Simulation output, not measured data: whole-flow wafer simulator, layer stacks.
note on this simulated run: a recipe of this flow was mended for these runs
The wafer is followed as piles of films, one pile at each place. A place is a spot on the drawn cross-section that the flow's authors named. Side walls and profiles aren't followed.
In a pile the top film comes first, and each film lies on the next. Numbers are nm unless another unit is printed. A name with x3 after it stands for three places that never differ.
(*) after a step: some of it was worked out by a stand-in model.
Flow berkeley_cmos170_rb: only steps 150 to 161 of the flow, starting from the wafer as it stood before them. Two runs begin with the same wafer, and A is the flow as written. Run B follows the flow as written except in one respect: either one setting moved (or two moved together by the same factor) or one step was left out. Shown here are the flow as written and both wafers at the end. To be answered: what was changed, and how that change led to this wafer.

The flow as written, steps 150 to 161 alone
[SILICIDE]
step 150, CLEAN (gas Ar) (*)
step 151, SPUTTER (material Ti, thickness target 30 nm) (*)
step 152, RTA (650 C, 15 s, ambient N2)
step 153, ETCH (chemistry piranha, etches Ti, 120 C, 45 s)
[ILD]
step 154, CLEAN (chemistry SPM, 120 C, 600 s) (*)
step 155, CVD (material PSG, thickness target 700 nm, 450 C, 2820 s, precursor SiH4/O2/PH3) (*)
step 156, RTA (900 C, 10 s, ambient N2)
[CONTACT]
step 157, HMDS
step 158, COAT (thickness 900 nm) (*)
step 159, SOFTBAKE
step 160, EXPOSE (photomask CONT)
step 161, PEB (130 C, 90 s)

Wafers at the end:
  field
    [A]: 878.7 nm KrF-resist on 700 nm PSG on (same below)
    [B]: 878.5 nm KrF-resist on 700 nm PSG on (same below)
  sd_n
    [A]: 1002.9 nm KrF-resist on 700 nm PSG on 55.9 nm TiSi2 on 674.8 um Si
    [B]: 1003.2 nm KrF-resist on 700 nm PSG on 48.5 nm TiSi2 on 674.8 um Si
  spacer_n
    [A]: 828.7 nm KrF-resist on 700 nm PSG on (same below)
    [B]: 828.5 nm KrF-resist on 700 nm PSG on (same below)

The reason: step 151, SPUTTER: thickness target 26 nm was run, though the flow has thickness target 30 nm.

The path from the change to this, step by step:
  step 151, SPUTTER (material Ti, thickness target 30 nm) (*)
      field, sd_n, spacer_n, gate, spacer_p, gate_p, contact, m1: A +30 Ti (new film) | B +26 Ti (new film)
      sd_p: A +27.9 Ti (new film) | B +24.2 Ti (new film)
  step 152, RTA (650 C, 15 s, ambient N2)
      sd_n, contact, m1: A -23.4 Ti, +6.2 TiSi first (new film), +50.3 TiSi2 C49 (new film), -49 Si | B -20.3 Ti, +51.6 TiSi2 C49 (new film), -46 Si
      gate, gate_p: A -23.4 Ti, +6.2 TiSi first (new film), +50.3 TiSi2 C49 (new film), -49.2 poly-Si | B -20.3 Ti, +51.6 TiSi2 C49 (new film), -46.2 poly-Si
      (and at 1 other place as well)
  step 153, ETCH (chemistry piranha, etches Ti, 120 C, 45 s)
      sd_n, gate, gate_p, contact, m1: A -6.6 Ti (all of it), -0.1 TiSi first | B -5.72 Ti (all of it), -0.1 TiSi2 C49
      sd_p: A -6.14 Ti (all of it), -0.1 TiSi first | B -5.32 Ti (all of it), -0.1 TiSi2 C49
      (and at 3 other places as well)
  step 156, RTA (900 C, 10 s, ambient N2)
      sd_n, contact, m1: A under 1 film: +55.9 TiSi2 (new film), -6.09 TiSi first (all of it), -50.3 TiSi2 C49 (all of it), -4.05 Si | B under 1 film: +48.5 TiSi2 (new film), -51.5 TiSi2 C49 (all of it)
      gate, gate_p: A under 1 film: +55.9 TiSi2 (new film), -6.09 TiSi first (all of it), -50.3 TiSi2 C49 (all of it), -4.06 poly-Si | B under 1 film: +48.5 TiSi2 (new film), -51.5 TiSi2 C49 (all of it)
      (and at 1 other place as well)
